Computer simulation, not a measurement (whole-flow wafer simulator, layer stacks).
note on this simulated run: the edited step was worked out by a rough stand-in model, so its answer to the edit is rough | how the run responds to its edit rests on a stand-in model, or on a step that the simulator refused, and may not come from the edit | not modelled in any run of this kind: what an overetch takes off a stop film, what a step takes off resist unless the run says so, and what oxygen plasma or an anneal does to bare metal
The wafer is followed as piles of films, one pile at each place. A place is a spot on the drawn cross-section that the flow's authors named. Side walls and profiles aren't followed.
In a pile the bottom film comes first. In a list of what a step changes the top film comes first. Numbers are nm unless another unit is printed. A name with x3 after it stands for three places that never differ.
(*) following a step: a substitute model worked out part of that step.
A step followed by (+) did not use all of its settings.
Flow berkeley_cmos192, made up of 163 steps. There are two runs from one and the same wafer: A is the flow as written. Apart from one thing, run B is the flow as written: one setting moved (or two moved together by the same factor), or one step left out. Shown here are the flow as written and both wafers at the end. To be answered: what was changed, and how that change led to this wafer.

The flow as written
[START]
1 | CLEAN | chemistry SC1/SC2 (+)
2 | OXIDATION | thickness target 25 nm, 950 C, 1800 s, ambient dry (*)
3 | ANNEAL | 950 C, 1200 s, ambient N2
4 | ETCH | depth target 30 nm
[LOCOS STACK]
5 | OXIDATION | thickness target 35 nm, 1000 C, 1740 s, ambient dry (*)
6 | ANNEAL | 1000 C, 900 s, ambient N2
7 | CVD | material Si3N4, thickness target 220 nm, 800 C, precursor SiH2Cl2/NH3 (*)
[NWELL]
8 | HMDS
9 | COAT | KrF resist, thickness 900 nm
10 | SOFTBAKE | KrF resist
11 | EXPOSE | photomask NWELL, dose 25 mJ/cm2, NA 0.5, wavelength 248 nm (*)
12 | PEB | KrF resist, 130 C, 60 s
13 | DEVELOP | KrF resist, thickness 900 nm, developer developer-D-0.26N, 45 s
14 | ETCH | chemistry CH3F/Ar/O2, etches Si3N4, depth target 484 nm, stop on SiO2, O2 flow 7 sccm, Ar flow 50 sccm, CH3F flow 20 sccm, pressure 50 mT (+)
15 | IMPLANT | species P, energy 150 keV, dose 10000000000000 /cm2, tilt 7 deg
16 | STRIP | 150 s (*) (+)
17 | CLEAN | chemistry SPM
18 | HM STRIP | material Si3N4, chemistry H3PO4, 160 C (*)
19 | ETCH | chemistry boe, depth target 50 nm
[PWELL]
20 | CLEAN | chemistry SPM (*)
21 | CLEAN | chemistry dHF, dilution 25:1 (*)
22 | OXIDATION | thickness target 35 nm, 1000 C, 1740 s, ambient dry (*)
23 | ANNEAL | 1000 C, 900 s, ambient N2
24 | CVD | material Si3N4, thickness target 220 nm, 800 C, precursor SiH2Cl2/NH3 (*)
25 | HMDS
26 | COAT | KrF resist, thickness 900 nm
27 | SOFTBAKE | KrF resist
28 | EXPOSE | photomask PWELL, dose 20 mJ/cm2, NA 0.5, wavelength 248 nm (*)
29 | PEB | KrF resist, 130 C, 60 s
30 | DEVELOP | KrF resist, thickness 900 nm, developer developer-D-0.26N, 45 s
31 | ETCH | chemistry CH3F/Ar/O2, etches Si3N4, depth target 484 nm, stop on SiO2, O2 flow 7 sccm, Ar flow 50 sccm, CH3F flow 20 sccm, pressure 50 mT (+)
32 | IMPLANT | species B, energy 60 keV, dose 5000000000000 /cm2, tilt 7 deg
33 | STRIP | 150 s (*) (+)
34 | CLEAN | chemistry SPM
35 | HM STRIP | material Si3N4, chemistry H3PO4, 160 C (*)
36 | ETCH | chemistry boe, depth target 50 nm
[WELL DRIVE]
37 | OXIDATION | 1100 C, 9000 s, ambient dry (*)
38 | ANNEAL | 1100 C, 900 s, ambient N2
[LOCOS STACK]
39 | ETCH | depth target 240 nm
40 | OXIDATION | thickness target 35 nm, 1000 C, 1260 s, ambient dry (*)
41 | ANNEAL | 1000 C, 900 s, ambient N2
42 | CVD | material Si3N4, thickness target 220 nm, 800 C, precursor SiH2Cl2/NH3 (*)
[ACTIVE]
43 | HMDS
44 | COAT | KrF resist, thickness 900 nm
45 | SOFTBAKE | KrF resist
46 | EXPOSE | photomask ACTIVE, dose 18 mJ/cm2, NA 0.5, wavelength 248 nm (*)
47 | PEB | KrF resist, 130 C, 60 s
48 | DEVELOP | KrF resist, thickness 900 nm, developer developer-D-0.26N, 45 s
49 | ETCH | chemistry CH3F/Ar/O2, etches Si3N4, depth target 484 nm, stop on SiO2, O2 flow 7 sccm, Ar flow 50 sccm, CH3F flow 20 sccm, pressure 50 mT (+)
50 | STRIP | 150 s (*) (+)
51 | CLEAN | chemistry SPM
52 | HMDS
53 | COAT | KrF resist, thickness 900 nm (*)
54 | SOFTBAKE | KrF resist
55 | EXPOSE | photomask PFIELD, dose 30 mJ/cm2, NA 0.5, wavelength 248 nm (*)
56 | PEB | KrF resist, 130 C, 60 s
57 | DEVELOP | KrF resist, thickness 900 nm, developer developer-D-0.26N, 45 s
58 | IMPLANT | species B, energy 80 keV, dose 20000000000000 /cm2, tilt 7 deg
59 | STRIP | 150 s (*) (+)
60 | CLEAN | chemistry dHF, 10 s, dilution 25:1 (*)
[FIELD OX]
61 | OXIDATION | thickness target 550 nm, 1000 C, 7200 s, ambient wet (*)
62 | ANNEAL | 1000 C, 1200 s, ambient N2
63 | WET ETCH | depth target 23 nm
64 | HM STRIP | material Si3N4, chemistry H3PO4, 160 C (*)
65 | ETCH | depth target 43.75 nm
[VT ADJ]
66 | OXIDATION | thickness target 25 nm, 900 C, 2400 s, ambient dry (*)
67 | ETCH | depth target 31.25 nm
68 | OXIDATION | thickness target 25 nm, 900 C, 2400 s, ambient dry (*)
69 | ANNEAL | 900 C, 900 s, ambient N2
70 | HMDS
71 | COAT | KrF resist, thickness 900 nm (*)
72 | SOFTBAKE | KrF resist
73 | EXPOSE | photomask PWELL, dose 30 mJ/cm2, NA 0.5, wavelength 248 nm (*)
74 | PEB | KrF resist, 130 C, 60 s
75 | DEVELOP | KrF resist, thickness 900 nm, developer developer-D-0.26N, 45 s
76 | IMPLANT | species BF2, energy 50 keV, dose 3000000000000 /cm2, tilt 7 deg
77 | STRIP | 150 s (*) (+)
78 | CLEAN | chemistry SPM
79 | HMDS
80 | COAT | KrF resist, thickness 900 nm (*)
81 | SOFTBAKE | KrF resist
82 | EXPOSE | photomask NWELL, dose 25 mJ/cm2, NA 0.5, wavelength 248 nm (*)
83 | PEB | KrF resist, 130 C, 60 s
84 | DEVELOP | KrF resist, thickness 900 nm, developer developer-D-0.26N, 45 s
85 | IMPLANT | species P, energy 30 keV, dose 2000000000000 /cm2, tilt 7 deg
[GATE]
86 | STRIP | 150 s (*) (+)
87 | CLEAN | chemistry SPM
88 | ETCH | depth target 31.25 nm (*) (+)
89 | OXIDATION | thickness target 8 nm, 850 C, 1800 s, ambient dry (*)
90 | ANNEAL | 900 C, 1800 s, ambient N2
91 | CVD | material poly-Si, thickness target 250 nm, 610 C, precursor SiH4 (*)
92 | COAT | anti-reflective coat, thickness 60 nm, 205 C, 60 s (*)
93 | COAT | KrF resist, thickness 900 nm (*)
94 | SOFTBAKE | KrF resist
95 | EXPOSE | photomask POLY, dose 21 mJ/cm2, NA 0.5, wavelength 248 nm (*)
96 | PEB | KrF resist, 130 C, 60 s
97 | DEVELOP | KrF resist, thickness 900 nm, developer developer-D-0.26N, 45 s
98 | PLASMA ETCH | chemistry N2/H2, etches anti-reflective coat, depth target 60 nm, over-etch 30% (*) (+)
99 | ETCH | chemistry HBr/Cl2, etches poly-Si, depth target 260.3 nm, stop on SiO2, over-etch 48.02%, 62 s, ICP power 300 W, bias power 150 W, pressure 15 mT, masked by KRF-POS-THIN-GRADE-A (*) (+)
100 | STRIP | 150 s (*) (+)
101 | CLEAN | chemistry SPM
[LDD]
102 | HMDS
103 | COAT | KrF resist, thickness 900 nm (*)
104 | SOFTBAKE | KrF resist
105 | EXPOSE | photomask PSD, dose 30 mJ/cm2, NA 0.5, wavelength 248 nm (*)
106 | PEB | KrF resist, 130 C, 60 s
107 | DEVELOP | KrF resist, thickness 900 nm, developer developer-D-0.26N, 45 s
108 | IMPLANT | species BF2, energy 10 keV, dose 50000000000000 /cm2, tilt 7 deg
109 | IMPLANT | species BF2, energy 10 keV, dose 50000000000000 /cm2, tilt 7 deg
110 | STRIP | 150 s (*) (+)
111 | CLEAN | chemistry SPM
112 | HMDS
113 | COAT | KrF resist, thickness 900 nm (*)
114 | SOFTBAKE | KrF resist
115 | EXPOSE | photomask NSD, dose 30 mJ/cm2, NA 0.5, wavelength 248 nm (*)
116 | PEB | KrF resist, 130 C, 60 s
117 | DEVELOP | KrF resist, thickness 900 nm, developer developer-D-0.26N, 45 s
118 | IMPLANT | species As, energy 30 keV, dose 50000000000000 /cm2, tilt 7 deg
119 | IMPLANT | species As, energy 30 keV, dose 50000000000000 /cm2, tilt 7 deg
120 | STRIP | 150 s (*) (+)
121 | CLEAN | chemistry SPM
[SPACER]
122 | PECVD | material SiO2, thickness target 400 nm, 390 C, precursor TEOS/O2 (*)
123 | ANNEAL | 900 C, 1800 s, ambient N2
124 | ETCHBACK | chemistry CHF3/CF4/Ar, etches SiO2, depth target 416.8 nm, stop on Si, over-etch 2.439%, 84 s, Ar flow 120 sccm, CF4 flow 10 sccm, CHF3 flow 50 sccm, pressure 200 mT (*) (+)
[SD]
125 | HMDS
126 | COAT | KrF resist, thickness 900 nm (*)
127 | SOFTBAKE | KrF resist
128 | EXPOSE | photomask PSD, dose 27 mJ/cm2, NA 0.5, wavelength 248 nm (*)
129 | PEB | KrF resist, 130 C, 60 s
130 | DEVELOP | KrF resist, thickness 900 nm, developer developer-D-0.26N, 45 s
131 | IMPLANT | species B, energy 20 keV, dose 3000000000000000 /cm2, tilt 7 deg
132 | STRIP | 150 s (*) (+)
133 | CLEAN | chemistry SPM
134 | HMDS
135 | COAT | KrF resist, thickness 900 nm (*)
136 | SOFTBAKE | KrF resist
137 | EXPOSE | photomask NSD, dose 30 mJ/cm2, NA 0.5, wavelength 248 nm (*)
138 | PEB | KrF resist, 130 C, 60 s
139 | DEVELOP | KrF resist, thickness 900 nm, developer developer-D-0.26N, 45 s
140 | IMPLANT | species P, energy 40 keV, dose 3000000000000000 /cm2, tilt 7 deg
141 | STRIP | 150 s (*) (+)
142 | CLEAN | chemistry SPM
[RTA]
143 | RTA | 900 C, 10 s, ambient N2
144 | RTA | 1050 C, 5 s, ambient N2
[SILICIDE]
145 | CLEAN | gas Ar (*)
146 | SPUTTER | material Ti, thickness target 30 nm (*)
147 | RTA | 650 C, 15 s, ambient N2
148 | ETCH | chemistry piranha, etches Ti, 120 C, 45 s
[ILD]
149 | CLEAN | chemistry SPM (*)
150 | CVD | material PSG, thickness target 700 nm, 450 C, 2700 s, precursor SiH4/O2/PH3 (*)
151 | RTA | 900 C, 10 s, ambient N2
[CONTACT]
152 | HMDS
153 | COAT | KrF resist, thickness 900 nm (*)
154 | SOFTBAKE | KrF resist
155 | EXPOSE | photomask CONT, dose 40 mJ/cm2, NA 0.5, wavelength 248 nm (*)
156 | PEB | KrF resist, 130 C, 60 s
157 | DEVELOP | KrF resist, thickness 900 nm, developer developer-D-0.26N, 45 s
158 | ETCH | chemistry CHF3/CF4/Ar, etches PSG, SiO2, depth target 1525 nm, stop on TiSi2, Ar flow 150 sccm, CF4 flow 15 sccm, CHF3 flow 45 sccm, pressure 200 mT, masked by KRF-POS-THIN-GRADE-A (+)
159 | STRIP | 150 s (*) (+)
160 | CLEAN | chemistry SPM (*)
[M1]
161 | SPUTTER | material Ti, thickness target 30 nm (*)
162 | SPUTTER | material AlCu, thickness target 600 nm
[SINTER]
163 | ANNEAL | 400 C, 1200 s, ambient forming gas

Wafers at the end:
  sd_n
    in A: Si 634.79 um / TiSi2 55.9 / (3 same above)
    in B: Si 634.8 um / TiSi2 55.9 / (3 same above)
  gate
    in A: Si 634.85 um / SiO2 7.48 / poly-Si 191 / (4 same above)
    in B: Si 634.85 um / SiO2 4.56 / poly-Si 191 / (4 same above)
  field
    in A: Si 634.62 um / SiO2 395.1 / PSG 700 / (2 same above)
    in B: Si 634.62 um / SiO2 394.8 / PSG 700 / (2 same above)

The reason: step 89, OXIDATION: 720 s was run, whereas the flow has 1800 s.

The path from the change to this, step by step:
  89 | OXIDATION | thickness target 8 nm, 850 C, 1800 s, ambient dry (*)
      sd_n, spacer_n, gate, sd_p, spacer_p, gate_p, contact, m1: A +7.48 SiO2 (new film), -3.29 Si | B +4.56 SiO2 (new film), -2.01 Si
